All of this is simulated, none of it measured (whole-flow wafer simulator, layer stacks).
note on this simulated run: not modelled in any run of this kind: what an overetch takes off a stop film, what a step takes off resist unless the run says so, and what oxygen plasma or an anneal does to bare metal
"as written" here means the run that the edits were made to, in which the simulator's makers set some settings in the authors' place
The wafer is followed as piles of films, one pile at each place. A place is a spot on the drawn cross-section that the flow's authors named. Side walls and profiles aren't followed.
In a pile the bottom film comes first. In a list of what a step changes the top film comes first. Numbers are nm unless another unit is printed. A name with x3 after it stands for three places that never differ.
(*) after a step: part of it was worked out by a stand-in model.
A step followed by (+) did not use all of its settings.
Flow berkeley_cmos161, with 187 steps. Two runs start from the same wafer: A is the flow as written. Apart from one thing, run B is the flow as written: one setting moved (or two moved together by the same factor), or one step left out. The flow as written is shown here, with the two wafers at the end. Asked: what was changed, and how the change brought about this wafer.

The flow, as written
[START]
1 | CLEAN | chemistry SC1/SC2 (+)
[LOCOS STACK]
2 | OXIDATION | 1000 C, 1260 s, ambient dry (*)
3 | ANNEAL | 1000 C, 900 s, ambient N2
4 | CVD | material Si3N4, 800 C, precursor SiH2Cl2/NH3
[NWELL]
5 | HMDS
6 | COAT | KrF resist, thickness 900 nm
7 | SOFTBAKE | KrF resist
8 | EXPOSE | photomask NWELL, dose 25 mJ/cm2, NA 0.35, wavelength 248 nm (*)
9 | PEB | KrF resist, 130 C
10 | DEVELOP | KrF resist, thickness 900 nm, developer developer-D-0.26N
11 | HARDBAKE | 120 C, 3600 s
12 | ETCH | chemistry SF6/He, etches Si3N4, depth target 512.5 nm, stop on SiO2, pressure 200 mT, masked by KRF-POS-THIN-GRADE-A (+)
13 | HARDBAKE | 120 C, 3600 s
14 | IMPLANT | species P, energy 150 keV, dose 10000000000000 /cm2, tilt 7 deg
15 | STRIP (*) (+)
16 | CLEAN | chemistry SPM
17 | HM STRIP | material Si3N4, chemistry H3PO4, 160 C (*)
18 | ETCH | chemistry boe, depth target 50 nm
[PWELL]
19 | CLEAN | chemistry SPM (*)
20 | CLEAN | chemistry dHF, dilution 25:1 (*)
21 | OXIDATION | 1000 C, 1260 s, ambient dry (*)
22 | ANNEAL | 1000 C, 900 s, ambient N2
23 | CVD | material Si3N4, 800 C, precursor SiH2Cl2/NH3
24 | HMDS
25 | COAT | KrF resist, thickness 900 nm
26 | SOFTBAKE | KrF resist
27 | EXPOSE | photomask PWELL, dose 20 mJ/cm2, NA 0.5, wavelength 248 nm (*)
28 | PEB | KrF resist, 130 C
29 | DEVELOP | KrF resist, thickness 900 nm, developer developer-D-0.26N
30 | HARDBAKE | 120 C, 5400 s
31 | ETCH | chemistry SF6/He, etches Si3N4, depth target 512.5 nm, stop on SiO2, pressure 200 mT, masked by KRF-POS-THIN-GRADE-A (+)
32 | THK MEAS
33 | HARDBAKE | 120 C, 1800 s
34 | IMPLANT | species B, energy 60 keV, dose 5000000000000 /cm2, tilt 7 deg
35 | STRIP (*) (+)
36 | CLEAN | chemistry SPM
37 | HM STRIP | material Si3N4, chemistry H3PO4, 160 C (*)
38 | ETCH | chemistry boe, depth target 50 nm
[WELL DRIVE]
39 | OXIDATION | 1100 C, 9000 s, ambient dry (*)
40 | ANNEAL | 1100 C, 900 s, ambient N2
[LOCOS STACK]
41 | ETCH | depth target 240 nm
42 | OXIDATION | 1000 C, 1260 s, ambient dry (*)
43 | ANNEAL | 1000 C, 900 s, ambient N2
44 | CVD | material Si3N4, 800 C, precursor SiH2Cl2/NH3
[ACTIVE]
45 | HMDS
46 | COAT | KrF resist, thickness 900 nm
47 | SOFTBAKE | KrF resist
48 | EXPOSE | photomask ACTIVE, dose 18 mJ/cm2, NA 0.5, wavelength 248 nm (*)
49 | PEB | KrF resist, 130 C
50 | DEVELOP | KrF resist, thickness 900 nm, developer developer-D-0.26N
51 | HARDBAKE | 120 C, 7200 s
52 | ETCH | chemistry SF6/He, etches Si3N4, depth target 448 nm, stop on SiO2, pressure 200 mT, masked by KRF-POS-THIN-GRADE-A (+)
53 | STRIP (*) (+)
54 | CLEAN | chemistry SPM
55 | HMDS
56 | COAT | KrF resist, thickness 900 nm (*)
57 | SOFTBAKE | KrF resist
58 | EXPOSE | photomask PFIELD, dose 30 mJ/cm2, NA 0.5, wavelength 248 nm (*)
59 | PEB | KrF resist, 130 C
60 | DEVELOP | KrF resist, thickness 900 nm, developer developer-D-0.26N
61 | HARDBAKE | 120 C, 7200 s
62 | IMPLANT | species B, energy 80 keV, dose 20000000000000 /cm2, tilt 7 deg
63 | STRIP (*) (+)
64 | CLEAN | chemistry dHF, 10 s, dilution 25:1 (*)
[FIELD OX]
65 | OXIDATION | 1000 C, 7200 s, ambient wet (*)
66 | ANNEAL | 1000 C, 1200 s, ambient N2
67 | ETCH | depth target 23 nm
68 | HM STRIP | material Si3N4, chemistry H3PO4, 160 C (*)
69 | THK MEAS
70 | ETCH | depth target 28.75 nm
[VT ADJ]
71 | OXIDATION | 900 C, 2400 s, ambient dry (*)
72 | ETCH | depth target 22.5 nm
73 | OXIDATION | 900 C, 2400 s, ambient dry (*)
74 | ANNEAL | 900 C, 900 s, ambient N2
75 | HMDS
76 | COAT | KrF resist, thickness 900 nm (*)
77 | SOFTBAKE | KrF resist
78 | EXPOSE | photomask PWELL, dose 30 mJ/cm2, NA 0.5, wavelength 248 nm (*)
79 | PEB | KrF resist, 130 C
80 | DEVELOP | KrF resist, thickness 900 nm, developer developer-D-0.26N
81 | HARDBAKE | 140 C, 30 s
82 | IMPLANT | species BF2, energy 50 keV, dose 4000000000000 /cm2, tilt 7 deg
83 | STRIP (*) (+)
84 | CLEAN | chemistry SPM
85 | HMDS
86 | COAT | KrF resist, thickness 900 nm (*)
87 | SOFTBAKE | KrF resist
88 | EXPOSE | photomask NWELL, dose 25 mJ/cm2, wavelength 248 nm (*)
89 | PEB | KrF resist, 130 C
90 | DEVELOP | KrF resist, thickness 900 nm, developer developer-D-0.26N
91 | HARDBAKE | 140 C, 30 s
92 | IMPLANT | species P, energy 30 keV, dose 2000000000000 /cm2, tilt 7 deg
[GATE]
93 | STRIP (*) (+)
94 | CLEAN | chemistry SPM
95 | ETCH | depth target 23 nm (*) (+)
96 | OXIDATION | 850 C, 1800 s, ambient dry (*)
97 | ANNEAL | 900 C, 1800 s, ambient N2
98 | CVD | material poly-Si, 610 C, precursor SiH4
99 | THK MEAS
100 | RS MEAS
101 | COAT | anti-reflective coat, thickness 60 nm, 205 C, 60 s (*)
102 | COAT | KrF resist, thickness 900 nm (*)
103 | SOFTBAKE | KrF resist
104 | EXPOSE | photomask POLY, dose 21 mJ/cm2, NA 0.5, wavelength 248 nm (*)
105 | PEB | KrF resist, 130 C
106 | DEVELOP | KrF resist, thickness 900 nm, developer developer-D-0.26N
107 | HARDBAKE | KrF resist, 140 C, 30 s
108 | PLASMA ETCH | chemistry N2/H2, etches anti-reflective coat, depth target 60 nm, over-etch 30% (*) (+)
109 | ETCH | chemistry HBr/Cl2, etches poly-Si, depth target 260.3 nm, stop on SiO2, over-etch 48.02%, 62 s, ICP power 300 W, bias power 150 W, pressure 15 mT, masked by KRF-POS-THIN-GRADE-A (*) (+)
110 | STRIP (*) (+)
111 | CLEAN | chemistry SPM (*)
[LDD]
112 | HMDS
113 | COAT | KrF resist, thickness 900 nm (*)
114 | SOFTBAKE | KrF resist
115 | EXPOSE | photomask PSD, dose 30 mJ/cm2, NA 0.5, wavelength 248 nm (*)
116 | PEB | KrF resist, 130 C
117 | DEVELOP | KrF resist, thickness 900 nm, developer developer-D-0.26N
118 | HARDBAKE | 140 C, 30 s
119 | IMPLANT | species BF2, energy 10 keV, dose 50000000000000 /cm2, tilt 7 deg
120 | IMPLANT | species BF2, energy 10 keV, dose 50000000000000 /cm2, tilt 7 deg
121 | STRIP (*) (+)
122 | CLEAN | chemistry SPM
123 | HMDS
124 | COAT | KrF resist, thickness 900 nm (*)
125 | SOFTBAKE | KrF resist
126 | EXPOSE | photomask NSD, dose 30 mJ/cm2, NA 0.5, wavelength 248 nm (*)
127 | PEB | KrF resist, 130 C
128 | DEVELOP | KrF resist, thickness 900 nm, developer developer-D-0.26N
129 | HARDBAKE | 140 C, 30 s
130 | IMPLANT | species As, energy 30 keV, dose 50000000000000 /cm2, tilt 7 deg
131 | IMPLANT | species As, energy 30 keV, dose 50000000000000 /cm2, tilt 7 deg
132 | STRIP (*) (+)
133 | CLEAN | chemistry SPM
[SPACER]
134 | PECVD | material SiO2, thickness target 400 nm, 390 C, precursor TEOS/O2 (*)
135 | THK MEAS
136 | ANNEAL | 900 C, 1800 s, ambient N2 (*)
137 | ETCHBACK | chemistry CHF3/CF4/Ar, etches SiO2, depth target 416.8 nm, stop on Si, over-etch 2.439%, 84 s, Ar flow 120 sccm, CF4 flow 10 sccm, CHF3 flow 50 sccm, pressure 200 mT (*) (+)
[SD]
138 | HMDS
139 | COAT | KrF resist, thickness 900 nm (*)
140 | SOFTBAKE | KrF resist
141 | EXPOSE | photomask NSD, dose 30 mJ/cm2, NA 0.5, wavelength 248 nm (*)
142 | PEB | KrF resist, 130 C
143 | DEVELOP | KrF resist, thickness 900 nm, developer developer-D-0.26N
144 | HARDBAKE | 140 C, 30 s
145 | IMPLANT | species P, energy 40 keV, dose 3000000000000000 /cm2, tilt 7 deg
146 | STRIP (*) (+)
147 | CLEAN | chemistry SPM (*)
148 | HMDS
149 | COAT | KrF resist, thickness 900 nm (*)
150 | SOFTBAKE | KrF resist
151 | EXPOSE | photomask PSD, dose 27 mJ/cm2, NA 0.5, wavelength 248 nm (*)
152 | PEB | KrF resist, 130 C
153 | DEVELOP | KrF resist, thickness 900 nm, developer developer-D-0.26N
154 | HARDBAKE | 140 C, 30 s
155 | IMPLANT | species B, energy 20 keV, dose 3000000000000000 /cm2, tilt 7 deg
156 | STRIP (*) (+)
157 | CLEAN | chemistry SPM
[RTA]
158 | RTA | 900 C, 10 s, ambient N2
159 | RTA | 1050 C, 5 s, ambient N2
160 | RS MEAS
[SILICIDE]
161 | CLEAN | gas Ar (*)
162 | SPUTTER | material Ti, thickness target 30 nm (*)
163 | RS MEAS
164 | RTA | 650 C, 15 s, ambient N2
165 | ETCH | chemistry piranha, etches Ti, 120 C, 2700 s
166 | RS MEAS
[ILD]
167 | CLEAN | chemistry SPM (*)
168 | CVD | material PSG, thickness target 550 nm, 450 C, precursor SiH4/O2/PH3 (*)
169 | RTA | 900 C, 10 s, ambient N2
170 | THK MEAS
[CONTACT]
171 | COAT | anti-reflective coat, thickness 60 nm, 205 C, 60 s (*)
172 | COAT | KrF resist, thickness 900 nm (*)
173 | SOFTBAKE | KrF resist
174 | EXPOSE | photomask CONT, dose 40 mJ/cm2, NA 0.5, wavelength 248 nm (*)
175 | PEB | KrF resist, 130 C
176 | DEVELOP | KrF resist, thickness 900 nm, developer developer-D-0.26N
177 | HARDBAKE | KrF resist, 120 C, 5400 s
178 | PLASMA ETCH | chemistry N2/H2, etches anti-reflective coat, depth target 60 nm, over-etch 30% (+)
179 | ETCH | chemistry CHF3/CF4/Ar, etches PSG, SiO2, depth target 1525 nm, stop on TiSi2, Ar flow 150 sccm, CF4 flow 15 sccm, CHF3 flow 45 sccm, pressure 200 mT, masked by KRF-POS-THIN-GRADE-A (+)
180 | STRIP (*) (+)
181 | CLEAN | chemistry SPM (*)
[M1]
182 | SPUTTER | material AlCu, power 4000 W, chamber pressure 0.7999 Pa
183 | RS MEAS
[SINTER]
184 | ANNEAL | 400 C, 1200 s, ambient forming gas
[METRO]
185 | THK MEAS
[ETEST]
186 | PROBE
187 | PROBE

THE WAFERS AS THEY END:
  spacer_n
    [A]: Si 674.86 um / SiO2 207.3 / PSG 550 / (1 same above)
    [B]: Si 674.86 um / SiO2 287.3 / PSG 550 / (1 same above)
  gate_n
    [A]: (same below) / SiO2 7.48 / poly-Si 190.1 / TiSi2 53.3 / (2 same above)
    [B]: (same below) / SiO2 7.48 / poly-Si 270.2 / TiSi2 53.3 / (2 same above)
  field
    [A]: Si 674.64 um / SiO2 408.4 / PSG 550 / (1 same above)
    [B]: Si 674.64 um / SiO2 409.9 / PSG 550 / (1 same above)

The reason: step 98, CVD: 625 C was run, whereas the flow has 610 C.

How this came from the change, step by step:
  98 | CVD | material poly-Si, 610 C, precursor SiH4
      field, sd_n, spacer_n and 6 more: A +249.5 poly-Si (new film) | B +329.5 poly-Si (new film)
  101 | COAT | anti-reflective coat, thickness 60 nm, 205 C, 60 s (*)
      field: A +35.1 anti-reflective coat (new film) | B +36 anti-reflective coat (new film)
      sd_n: A +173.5 anti-reflective coat (new film) | B +179 anti-reflective coat (new film)
      (and at 1 other place as well)
  108 | PLASMA ETCH | chemistry N2/H2, etches anti-reflective coat, depth target 60 nm, over-etch 30% (*) (+)
      field: A -35.1 anti-reflective coat (all of it), -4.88 poly-Si | B -36 anti-reflective coat (all of it), -5.05 poly-Si
      sd_n: A -173.5 anti-reflective coat (all of it), -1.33 poly-Si | B -179 anti-reflective coat (all of it), -1.38 poly-Si
      (and at 1 other place as well)
  109 | ETCH | chemistry HBr/Cl2, etches poly-Si, depth target 260.3 nm, stop on SiO2, over-etch 48.02%, 62 s, ICP power 300 W, bias power 150 W, pressure 15 mT, masked by KRF-POS-THIN-GRADE-A (*) (+)
      field: A -244.6 poly-Si (all of it), -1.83 SiO2 | B -324.5 poly-Si (all of it), -0.3 SiO2
      sd_n: A -248.1 poly-Si (all of it), -1.56 SiO2 | B -328.1 poly-Si (all of it), -0.29 SiO2
      (and at 5 other places as well)
  113 | COAT | KrF resist, thickness 900 nm (*)
      gate_n: A +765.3 KrF resist (new film) | B +700.8 KrF resist (new film)
      gate_p: A +760.9 KrF resist (new film) | B +696.5 KrF resist (new film)
  117 | DEVELOP | KrF resist, thickness 900 nm, developer developer-D-0.26N
      gate_p: A -759.7 KrF resist (all of it) | B -695.5 KrF resist (all of it)
  118 | HARDBAKE | 140 C, 30 s
      gate_n: A -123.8 KrF resist | B -113.2 KrF resist
  121 | STRIP (*) (+)
      gate_n: A -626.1 KrF resist (all of it), +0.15 chemical SiO2 | B -572.3 KrF resist (all of it), +0.15 chemical SiO2, -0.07 poly-Si
  124 | COAT | KrF resist, thickness 900 nm (*)
      gate_n: A +765.2 KrF resist (new film) | B +700.8 KrF resist (new film)
      gate_p: A +760.8 KrF resist (new film) | B +696.4 KrF resist (new film)
  128 | DEVELOP | KrF resist, thickness 900 nm, developer developer-D-0.26N
      gate_n: A -764.1 KrF resist (all of it) | B -699.7 KrF resist (all of it)
  129 | HARDBAKE | 140 C, 30 s
      gate_p: A -123 KrF resist | B -112.5 KrF resist
  132 | STRIP (*) (+)
      gate_p: A -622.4 KrF resist (all of it), +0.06 chemical SiO2 | B -568.6 KrF resist (all of it), +0.06 chemical SiO2
  137 | ETCHBACK | chemistry CHF3/CF4/Ar, etches SiO2, depth target 416.8 nm, stop on Si, over-etch 2.439%, 84 s, Ar flow 120 sccm, CF4 flow 10 sccm, CHF3 flow 50 sccm, pressure 200 mT (*) (+)
      spacer_n, spacer_p: A -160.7 SiO2 | B -82.2 SiO2
  139 | COAT | KrF resist, thickness 900 nm (*)
      spacer_n: A +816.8 KrF resist (new film) | B +759.5 KrF resist (new film)
      gate_n: A +780.8 KrF resist (new film) | B +725.3 KrF resist (new film)
      (and at 2 other places as well)
  143 | DEVELOP | KrF resist, thickness 900 nm, developer developer-D-0.26N
      spacer_n: A -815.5 KrF resist (all of it) | B -758.3 KrF resist (all of it)
      gate_n: A -779.6 KrF resist (all of it) | B -724.1 KrF resist (all of it)
  144 | HARDBAKE | 140 C, 30 s
      spacer_p: A -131 KrF resist | B -121.7 KrF resist
      gate_p: A -125.1 KrF resist | B -116.1 KrF resist
  ... 7 other steps ...
  180 | STRIP (*) (+)
      spacer_n: A -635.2 KrF resist (all of it), -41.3 anti-reflective coat (all of it) | B -578 KrF resist (all of it), -38.1 anti-reflective coat (all of it)
      gate_n: A -589.4 KrF resist (all of it), -46.1 anti-reflective coat (all of it) | B -539.2 KrF resist (all of it), -37.4 anti-reflective coat (all of it)
      (and at 3 other places as well)
